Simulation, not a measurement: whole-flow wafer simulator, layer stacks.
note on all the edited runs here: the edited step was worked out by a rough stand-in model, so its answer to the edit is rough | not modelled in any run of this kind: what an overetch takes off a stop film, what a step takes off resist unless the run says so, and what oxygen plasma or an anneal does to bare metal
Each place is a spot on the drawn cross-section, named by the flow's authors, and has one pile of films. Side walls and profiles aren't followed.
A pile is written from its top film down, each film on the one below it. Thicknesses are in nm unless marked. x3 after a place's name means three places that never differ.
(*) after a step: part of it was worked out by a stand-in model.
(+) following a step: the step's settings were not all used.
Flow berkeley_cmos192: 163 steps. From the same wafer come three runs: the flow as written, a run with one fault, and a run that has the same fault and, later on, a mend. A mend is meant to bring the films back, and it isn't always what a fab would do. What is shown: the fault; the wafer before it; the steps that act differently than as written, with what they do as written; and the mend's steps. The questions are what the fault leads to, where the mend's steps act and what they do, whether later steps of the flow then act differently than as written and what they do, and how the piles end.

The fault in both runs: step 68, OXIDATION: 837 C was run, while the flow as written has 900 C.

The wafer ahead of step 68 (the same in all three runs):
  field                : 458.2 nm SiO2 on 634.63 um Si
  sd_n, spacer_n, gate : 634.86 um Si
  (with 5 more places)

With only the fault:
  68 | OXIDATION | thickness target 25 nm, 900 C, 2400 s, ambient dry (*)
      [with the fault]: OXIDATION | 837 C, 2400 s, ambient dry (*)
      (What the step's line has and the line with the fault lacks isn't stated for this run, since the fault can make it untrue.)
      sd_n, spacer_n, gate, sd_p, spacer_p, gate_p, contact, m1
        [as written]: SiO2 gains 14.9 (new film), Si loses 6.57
        [with the fault]: SiO2 gains 7.76 (new film), Si loses 3.41
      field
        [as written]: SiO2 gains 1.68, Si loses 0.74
        [with the fault]: SiO2 gains 0.51, Si loses 0.22
  Steps further on in the flow that do not act as written (37 other steps are not shown; they differ only slightly, by no more than 2% or 0.5 nm, whichever is larger):
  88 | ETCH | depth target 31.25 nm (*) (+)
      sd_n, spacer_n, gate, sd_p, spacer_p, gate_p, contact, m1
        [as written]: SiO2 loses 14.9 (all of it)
        [with the fault]: SiO2 loses 7.76 (all of it)
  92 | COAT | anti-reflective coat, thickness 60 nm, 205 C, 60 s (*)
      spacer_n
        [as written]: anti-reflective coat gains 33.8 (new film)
        [with the fault]: anti-reflective coat gains 34.9 (new film)
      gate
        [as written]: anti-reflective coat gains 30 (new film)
        [with the fault]: anti-reflective coat gains 31.1 (new film)
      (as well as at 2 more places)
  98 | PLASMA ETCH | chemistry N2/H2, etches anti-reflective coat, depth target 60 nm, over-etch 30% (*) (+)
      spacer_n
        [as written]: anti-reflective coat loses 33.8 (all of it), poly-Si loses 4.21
        [with the fault]: anti-reflective coat loses 34.9 (all of it), poly-Si loses 4.11
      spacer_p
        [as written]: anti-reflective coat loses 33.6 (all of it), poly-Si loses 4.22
        [with the fault]: anti-reflective coat loses 34.5 (all of it), poly-Si loses 4.13
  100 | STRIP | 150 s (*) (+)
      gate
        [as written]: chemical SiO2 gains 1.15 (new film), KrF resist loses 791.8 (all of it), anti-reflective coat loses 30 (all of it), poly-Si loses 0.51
        [with the fault]: chemical SiO2 gains 1.15 (new film), KrF resist loses 788.9 (all of it), anti-reflective coat loses 31.1 (all of it), poly-Si loses 0.51
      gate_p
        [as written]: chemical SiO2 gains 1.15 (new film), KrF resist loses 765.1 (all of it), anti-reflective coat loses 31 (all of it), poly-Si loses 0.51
        [with the fault]: chemical SiO2 gains 1.15 (new film), KrF resist loses 763 (all of it), anti-reflective coat loses 31.8 (all of it), poly-Si loses 0.51
  At the end the piles are close to the flow's at the places that both follow, differing by at most 2% or 0.5 nm, whichever is larger.

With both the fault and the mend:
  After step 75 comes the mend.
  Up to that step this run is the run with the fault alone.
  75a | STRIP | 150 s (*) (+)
      sd_p
        KrF resist loses 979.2 (all of it)
      spacer_p
        KrF resist loses 960.4 (all of it)
      gate_p
        KrF resist loses 959.5 (all of it)
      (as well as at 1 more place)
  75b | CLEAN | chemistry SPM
      leaves every film unchanged at each place that is followed
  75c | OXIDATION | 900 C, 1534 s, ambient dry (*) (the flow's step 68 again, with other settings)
      sd_n, spacer_n, gate, sd_p, spacer_p, gate_p, contact, m1
        SiO2 gains 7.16, Si loses 3.15
      field
        SiO2 gains 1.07, Si loses 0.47
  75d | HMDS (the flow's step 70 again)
      leaves every film unchanged at each place that is followed
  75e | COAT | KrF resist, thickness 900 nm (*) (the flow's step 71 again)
      spacer_n, gate
        KrF resist gains 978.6 (new film)
      field
        KrF resist gains 842.4 (new film)
      sd_n
        KrF resist gains 1013.2 (new film)
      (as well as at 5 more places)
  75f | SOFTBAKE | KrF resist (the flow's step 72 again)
      leaves every film unchanged at each place that is followed
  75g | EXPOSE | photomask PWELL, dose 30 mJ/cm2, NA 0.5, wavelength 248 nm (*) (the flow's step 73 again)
      leaves every film unchanged at each place that is followed
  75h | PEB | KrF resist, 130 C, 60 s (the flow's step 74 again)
      sd_n, m1
        KrF resist loses 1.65
      spacer_n, gate
        KrF resist loses 1.58
      spacer_p, gate_p
        KrF resist loses 1.57
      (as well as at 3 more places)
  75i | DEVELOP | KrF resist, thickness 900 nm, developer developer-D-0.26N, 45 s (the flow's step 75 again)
      sd_p, spacer_p, gate_p, m1
        KrF resist loses 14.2
      spacer_n, gate
        KrF resist loses 977 (all of it)
      field
        KrF resist loses 841.1 (all of it)
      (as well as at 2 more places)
  Every later step of the flow that is run acts as written, at every place that is followed, to within 2% or 0.5 nm, whichever is larger.
  At the end the piles are close to the flow's at the places that both follow, differing by at most 2% or 0.5 nm, whichever is larger.
